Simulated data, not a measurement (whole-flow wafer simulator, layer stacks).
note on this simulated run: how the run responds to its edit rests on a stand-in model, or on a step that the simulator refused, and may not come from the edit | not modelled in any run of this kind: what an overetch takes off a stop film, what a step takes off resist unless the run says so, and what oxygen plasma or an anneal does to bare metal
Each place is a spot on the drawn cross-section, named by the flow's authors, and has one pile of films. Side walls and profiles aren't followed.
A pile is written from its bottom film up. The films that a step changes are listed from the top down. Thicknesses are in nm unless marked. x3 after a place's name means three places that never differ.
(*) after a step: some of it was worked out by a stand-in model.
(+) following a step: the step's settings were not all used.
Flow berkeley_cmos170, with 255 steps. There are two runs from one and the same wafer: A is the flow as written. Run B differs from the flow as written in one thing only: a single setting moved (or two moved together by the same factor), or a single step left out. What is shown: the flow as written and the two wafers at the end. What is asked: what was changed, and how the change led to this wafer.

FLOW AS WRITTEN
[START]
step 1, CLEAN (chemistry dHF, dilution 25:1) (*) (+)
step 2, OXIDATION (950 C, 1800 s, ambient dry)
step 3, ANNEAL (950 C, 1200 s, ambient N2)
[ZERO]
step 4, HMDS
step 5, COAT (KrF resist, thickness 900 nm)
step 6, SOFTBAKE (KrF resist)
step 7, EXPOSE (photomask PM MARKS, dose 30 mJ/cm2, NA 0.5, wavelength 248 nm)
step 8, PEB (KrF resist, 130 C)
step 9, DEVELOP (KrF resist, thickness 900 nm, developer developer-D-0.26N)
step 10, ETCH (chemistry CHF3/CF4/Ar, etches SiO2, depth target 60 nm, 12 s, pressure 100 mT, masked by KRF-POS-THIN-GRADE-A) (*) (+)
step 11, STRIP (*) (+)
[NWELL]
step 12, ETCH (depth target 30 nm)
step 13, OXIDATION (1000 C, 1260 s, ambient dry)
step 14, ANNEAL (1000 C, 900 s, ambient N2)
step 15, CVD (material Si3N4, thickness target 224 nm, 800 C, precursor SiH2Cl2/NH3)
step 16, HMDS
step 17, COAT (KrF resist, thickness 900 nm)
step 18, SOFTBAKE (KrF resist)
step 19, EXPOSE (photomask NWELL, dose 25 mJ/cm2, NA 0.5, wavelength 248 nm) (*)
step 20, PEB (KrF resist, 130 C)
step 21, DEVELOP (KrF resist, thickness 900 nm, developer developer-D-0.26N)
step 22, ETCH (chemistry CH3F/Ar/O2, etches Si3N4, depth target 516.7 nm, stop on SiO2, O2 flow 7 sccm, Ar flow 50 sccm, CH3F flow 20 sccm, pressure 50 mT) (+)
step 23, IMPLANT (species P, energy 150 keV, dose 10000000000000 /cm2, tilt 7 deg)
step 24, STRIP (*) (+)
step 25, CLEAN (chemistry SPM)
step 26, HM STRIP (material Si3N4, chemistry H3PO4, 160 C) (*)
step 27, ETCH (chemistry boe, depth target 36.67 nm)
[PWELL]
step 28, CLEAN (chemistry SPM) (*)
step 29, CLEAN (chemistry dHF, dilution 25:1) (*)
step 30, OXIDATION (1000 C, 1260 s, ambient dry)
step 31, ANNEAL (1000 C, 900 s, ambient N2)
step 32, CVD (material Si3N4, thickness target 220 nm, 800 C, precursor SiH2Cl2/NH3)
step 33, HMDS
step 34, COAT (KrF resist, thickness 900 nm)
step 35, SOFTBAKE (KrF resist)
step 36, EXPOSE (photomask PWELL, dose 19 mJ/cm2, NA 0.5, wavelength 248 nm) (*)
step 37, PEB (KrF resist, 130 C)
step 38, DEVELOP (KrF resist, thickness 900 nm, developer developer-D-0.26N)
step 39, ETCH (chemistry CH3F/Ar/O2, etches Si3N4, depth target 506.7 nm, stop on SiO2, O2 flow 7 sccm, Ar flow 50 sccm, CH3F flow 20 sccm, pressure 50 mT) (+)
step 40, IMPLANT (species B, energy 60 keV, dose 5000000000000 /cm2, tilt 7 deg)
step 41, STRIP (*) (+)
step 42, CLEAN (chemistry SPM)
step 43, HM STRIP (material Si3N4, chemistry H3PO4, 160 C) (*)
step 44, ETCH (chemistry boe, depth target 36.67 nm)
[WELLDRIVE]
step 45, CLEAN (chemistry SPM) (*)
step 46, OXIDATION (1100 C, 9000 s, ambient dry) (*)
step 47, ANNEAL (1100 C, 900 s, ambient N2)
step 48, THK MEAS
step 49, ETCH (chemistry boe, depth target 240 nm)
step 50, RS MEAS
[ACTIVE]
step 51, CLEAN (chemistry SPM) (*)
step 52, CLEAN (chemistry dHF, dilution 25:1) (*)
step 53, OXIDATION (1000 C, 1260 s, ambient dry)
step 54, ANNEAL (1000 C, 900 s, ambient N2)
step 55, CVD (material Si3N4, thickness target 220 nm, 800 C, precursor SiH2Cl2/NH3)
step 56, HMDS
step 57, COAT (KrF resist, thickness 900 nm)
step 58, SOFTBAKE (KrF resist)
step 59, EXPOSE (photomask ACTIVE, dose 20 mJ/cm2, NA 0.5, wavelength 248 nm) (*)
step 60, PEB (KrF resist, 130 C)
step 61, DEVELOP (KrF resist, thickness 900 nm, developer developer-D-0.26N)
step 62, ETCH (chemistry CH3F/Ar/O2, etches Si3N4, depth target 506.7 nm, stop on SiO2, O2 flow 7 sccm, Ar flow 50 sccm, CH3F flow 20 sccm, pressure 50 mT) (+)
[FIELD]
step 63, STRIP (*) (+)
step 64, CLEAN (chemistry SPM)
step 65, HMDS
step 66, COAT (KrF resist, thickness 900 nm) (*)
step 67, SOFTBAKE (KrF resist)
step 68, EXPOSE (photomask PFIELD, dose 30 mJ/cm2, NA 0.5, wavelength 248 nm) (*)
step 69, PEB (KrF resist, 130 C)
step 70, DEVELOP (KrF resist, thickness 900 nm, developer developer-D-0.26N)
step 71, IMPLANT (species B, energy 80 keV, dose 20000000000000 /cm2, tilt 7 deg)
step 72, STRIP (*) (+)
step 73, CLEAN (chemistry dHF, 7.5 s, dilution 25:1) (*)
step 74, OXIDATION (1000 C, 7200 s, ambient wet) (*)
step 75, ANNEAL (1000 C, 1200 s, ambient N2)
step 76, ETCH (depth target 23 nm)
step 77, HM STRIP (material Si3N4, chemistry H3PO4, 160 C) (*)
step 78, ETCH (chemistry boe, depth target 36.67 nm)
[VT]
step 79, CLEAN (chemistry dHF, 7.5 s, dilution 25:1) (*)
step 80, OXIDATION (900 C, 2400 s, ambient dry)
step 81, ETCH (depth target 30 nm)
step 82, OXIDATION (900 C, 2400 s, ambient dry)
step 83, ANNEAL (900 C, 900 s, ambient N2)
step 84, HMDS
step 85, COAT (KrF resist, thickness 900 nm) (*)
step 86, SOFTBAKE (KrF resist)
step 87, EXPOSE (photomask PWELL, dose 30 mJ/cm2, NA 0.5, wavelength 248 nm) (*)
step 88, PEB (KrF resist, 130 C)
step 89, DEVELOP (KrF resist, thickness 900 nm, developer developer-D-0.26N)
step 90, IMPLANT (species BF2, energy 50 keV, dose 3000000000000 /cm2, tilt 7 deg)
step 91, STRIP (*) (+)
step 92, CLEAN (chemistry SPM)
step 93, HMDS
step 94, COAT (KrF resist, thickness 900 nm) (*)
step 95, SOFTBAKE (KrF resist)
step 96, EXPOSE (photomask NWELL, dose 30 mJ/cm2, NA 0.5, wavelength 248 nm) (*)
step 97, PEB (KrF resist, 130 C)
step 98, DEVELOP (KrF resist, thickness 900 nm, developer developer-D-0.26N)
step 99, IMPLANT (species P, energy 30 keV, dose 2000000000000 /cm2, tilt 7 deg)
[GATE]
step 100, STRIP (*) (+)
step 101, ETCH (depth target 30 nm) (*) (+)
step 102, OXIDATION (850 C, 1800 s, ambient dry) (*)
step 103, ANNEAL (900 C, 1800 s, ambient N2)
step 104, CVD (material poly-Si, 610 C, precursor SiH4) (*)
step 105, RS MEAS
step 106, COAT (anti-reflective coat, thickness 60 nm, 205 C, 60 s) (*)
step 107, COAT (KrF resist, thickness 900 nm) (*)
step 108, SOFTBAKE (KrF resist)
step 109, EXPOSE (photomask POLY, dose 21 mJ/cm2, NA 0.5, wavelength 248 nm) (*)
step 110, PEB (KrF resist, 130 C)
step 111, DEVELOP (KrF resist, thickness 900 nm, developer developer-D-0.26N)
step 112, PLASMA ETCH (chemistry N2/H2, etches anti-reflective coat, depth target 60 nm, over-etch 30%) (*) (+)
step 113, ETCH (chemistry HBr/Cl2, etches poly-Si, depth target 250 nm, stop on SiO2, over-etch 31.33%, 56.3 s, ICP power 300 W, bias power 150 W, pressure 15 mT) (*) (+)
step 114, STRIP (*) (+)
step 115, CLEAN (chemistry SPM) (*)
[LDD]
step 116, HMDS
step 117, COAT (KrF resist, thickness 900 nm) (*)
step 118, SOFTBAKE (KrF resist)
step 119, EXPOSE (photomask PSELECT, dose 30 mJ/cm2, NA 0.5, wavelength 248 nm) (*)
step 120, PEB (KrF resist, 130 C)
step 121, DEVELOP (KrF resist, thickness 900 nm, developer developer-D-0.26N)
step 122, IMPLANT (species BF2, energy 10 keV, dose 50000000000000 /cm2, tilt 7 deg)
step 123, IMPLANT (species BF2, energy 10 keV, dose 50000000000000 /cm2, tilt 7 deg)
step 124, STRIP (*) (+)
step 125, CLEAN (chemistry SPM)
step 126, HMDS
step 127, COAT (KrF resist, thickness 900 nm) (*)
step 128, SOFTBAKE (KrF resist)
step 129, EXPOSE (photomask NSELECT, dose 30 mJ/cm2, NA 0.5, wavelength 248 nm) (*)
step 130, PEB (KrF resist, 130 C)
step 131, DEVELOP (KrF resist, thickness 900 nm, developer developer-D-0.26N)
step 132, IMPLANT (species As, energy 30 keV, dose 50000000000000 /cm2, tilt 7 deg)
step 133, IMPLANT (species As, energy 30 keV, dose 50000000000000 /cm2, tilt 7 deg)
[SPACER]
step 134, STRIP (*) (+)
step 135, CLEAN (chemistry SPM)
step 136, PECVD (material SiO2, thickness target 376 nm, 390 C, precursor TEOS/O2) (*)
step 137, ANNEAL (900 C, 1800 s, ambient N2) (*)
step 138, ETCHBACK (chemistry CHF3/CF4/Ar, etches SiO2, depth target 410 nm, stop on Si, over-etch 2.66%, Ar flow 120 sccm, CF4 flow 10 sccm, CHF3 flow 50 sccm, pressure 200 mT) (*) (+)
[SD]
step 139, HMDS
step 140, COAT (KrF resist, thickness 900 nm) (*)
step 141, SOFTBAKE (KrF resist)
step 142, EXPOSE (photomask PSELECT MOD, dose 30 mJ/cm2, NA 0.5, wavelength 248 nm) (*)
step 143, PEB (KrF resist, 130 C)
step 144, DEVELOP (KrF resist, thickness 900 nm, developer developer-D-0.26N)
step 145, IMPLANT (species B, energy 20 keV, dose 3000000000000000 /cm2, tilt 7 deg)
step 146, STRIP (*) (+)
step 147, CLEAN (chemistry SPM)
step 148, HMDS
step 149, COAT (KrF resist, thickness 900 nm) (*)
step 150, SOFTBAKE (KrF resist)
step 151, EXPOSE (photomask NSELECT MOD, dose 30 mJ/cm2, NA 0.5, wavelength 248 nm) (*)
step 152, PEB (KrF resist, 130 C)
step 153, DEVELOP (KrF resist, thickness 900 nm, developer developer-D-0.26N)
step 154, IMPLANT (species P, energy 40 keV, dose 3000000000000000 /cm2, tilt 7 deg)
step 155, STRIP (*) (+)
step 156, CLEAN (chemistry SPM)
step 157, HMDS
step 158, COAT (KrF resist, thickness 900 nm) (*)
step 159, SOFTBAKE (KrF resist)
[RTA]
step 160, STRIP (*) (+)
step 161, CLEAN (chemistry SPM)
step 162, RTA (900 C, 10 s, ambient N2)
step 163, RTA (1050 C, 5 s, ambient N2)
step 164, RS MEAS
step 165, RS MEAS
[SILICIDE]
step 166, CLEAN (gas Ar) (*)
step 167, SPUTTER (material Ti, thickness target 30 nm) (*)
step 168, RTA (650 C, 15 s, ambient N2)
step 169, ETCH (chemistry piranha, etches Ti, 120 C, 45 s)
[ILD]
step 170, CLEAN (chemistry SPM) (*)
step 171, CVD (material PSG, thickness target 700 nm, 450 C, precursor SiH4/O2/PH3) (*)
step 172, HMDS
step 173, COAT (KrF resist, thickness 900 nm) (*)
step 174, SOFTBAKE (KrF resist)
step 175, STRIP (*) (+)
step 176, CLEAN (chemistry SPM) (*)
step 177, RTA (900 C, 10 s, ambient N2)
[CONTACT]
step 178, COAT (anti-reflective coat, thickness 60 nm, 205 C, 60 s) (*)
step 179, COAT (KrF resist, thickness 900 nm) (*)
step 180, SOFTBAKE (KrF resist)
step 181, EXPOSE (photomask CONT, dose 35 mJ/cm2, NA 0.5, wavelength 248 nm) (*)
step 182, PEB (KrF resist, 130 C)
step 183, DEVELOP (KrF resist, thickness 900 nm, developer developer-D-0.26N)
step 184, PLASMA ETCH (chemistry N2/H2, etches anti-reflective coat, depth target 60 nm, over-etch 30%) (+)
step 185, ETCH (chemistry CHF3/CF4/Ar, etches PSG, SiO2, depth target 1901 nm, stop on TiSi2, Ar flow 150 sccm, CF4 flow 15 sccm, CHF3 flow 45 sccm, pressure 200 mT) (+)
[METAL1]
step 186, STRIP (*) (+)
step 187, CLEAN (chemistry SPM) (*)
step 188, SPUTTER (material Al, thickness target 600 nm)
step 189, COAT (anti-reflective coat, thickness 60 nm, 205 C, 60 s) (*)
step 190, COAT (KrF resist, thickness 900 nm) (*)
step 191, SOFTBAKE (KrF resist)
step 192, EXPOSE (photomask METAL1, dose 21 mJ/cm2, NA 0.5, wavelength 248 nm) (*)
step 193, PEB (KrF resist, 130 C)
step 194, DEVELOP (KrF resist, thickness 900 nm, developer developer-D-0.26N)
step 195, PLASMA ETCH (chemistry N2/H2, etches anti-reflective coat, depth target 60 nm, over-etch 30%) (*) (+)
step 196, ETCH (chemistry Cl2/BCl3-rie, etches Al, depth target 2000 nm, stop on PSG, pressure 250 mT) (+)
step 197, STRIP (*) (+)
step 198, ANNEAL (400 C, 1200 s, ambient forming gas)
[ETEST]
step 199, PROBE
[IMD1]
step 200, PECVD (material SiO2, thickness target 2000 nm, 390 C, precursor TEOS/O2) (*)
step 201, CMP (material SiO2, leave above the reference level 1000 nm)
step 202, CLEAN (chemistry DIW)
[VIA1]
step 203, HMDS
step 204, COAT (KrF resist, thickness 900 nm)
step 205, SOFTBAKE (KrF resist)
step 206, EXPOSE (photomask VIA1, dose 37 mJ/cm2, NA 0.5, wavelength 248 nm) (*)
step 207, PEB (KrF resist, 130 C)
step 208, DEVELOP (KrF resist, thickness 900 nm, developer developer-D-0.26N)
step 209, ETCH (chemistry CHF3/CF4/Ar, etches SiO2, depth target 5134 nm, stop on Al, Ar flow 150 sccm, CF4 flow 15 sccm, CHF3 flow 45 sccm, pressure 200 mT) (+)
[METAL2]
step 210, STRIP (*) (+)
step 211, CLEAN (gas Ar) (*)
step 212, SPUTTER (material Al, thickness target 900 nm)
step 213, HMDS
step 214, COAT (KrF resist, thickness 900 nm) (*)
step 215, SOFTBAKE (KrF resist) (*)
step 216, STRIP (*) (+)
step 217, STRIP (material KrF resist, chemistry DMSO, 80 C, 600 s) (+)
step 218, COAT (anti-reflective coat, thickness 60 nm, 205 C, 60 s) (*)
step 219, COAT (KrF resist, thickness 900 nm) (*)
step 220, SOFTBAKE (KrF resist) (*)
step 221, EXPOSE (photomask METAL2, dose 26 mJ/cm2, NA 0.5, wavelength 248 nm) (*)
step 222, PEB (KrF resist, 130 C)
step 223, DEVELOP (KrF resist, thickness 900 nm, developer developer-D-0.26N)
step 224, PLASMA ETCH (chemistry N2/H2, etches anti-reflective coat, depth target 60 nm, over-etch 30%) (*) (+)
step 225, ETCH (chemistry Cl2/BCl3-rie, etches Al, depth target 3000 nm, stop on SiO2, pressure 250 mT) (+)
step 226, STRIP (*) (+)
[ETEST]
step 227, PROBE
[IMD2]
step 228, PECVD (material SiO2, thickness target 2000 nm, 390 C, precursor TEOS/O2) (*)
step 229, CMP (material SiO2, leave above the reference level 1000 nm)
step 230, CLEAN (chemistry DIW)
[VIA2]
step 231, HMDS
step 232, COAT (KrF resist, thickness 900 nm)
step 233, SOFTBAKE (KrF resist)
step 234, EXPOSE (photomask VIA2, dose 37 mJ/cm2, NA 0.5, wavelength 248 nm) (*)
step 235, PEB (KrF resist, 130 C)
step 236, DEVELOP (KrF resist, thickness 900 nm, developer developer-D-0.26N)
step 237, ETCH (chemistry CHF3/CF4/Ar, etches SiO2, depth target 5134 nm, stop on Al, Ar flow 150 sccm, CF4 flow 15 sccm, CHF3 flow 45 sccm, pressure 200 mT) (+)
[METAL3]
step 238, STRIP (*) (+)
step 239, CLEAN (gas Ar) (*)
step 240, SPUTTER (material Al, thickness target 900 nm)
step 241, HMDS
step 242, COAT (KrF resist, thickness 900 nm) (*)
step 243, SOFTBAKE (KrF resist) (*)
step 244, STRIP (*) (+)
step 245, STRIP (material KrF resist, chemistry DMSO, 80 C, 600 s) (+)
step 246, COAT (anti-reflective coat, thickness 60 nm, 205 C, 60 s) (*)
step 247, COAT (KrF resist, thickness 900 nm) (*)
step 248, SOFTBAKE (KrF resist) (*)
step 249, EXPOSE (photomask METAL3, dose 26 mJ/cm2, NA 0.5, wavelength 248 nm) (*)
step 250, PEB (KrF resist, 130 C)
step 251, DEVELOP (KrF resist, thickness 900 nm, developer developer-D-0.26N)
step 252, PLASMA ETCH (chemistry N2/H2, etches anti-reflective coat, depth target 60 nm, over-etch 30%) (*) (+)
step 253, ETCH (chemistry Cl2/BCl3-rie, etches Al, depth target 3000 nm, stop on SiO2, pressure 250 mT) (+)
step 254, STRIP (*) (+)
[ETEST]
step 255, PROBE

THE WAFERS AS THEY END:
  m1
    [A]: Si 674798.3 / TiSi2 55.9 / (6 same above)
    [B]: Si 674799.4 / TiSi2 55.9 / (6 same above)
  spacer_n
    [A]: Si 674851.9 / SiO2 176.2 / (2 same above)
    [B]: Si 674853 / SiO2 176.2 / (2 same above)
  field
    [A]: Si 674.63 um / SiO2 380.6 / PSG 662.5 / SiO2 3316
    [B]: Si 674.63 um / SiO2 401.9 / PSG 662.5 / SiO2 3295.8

What caused this: step 78, ETCH: depth target 15.22 nm was run, whereas the flow has depth target 36.67 nm.

Step by step, how the change led to this:
  step 78, ETCH (chemistry boe, depth target 36.67 nm)
      sd_n, spacer_n, gate_n and 8 more: A SiO2 loses 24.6 (all of it) | B SiO2 loses 15.2
      field: A SiO2 loses 36.7 | B SiO2 loses 15.2
  step 79, CLEAN (chemistry dHF, 7.5 s, dilution 25:1) (*)
      sd_n, spacer_n, gate_n and 8 more: A nothing | B SiO2 loses 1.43
  step 80, OXIDATION (900 C, 2400 s, ambient dry)
      spacer_n, gate_n, spacer_p and 6 more: A SiO2 gains 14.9 (new film), Si loses 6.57 | B SiO2 gains 12.4, Si loses 5.46
      sd_n, sd_p: A SiO2 gains 14.9 (new film), Si loses 6.57 | B SiO2 gains 12.4, Si loses 5.45
  step 81, ETCH (depth target 30 nm)
      spacer_n, gate_n, spacer_p and 6 more: A SiO2 loses 14.9 (all of it) | B SiO2 loses 20.3 (all of it)
      sd_n, sd_p: A SiO2 loses 14.9 (all of it) | B SiO2 loses 20.4 (all of it)
  step 106, COAT (anti-reflective coat, thickness 60 nm, 205 C, 60 s) (*)
      field: A anti-reflective coat gains 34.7 (new film) | B anti-reflective coat gains 35.5 (new film)
      sd_n: A anti-reflective coat gains 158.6 (new film) | B anti-reflective coat gains 177.6 (new film)
      (and at 8 other places as well)
  step 112, PLASMA ETCH (chemistry N2/H2, etches anti-reflective coat, depth target 60 nm, over-etch 30%) (*) (+)
      field: A anti-reflective coat loses 34.7 (all of it), poly-Si loses 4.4 | B anti-reflective coat loses 35.5 (all of it), poly-Si loses 5.01
      sd_n: A anti-reflective coat loses 158.6 (all of it), poly-Si loses 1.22 | B anti-reflective coat loses 177.6 (all of it), poly-Si loses 1.37
      (and at 8 other places as well)
  step 114, STRIP (*) (+)
      gate_n: A chemical SiO2 gains 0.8 (new film), KrF resist loses 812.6 (all of it), anti-reflective coat loses 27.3 (all of it), poly-Si loses 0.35 | B chemical SiO2 gains 0.8 (new film), KrF resist loses 830.8 (all of it), anti-reflective coat loses 22.6 (all of it), poly-Si loses 0.35
      gate_p: A chemical SiO2 gains 0.8 (new film), KrF resist loses 782.1 (all of it), anti-reflective coat loses 29.6 (all of it), poly-Si loses 0.35 | B chemical SiO2 gains 0.8 (new film), KrF resist loses 792.2 (all of it), anti-reflective coat loses 27.2 (all of it), poly-Si loses 0.35
  step 178, COAT (anti-reflective coat, thickness 60 nm, 205 C, 60 s) (*)
      sd_n: A anti-reflective coat gains 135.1 (new film) | B anti-reflective coat gains 148.4 (new film)
      gate_n: A anti-reflective coat gains 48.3 (new film) | B anti-reflective coat gains 49.4 (new film)
      (and at 3 other places as well)
  step 184, PLASMA ETCH (chemistry N2/H2, etches anti-reflective coat, depth target 60 nm, over-etch 30%) (+)
      field, sd_n, spacer_n and 8 more: A KrF resist loses 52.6 | B KrF resist loses 53.7
      contact: A anti-reflective coat loses 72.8 (all of it), PSG loses 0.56 | B anti-reflective coat loses 74.4 (all of it), PSG loses 0.57
  step 186, STRIP (*) (+)
      sd_n: A KrF resist loses 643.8 (all of it), anti-reflective coat loses 135.1 (all of it) | B KrF resist loses 641.4 (all of it), anti-reflective coat loses 148.4 (all of it)
      gate_n: A KrF resist loses 553.1 (all of it), anti-reflective coat loses 48.3 (all of it) | B KrF resist loses 562.9 (all of it), anti-reflective coat loses 49.4 (all of it)
      (and at 2 other places as well)
  step 189, COAT (anti-reflective coat, thickness 60 nm, 205 C, 60 s) (*)
      gate_n: A anti-reflective coat gains 48 (new film) | B anti-reflective coat gains 49.5 (new film)
      sd_p: A anti-reflective coat gains 86.5 (new film) | B anti-reflective coat gains 89.6 (new film)
      (and at 3 other places as well)
  step 195, PLASMA ETCH (chemistry N2/H2, etches anti-reflective coat, depth target 60 nm, over-etch 30%) (*) (+)
      contact, m1, via1, m2, via2: A KrF resist loses 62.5 | B KrF resist loses 64.7
      gate_n: A anti-reflective coat loses 48 (all of it) | B anti-reflective coat loses 49.5 (all of it)
      (and at 2 other places as well)
  step 196, ETCH (chemistry Cl2/BCl3-rie, etches Al, depth target 2000 nm, stop on PSG, pressure 250 mT) (+)
      sd_p: A Al loses 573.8 (all of it), PSG loses 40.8 | B Al loses 565.9 (all of it), PSG loses 41.8
  step 197, STRIP (*) (+)
      m1: A KrF resist loses 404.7 (all of it), anti-reflective coat loses 63 (all of it) | B KrF resist loses 409.3 (all of it), anti-reflective coat loses 61.5 (all of it)
      m2: A KrF resist loses 412.9 (all of it), anti-reflective coat loses 61.1 (all of it) | B KrF resist loses 419.2 (all of it), anti-reflective coat loses 58.4 (all of it)
  step 201, CMP (material SiO2, leave above the reference level 1000 nm)
      field: A SiO2 loses 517 | B SiO2 loses 537.3
